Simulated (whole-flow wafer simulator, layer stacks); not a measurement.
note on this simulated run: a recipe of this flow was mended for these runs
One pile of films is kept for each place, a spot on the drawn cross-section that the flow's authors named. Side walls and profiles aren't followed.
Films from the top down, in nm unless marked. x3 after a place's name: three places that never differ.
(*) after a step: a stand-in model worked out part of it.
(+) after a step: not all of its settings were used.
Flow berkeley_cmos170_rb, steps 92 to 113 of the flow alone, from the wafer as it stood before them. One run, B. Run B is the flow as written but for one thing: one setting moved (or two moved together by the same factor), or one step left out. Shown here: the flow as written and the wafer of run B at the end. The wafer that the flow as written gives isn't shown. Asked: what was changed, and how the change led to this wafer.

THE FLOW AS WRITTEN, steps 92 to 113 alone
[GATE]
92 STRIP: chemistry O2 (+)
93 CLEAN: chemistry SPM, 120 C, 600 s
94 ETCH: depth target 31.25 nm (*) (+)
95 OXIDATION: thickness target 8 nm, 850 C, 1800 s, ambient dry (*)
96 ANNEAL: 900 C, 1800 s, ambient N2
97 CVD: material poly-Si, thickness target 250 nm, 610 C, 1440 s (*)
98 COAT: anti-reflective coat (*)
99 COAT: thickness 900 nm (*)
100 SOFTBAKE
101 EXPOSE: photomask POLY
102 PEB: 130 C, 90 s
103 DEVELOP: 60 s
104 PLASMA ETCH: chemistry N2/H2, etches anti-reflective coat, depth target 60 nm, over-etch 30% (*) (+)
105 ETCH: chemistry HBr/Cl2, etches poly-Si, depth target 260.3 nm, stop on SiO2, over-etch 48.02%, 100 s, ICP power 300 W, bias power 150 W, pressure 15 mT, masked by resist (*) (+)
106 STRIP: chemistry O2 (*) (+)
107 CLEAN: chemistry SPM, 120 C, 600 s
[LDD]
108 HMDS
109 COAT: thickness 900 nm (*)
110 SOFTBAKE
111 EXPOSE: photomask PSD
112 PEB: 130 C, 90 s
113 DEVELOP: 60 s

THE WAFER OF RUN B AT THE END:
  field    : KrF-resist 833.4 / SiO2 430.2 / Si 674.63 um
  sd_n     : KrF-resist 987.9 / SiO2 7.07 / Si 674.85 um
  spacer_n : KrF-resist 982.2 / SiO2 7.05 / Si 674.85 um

The cause: step 95, OXIDATION: thickness target 9.92 nm was run, where the flow has thickness target 8 nm; step 95, OXIDATION: 2232 s was run, where the flow has 1800 s.

How the change led to this, step by step:
  95 OXIDATION: thickness target 8 nm, 850 C, 1800 s, ambient dry (*)
      sd_n, spacer_n, gate, sd_p, spacer_p, gate_p, contact, m1: SiO2 +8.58 (new film), Si -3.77 (as written it would be: SiO2 +7.53 (new film), Si -3.31)
